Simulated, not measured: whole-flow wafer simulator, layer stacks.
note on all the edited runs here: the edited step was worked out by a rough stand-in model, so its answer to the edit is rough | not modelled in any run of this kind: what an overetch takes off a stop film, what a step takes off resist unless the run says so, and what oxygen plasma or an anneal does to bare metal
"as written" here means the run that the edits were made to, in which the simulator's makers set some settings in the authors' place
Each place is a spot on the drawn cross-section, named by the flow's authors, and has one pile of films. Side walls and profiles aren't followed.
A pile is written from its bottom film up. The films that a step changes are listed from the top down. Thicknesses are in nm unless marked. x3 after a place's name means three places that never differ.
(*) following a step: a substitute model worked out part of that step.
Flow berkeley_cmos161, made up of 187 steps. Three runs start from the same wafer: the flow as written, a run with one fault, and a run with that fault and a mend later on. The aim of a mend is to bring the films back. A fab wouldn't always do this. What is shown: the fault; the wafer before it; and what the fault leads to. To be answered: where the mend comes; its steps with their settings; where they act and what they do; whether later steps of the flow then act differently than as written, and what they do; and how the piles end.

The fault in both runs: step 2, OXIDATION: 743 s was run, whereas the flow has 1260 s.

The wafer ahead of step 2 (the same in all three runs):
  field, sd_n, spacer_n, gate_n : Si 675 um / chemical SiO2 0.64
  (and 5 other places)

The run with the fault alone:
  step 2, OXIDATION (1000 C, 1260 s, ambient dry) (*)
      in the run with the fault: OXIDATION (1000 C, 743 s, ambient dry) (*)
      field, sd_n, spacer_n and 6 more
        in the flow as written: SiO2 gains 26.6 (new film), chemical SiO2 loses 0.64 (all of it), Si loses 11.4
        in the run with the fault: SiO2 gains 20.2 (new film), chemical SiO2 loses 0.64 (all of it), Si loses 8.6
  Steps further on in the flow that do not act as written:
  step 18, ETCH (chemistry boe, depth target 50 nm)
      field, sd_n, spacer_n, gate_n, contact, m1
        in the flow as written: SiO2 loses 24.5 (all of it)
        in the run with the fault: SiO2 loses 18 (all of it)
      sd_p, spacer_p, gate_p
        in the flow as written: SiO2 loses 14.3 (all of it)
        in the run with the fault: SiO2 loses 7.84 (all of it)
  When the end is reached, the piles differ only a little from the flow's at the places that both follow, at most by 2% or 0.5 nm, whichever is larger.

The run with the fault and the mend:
  After step 3 comes the mend.
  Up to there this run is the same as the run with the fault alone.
  step 3a, OXIDATION (1000 C, 429 s, ambient dry) (*) (the flow's step 2, run once more with other settings)
      field, sd_n, spacer_n and 6 more
        SiO2 gains 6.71, Si loses 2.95
  Every later step of the flow that is run acts as written, at every place that is followed, to within 2% or 0.5 nm, whichever is larger.
  When the end is reached, the piles differ only a little from the flow's at the places that both follow, at most by 2% or 0.5 nm, whichever is larger.
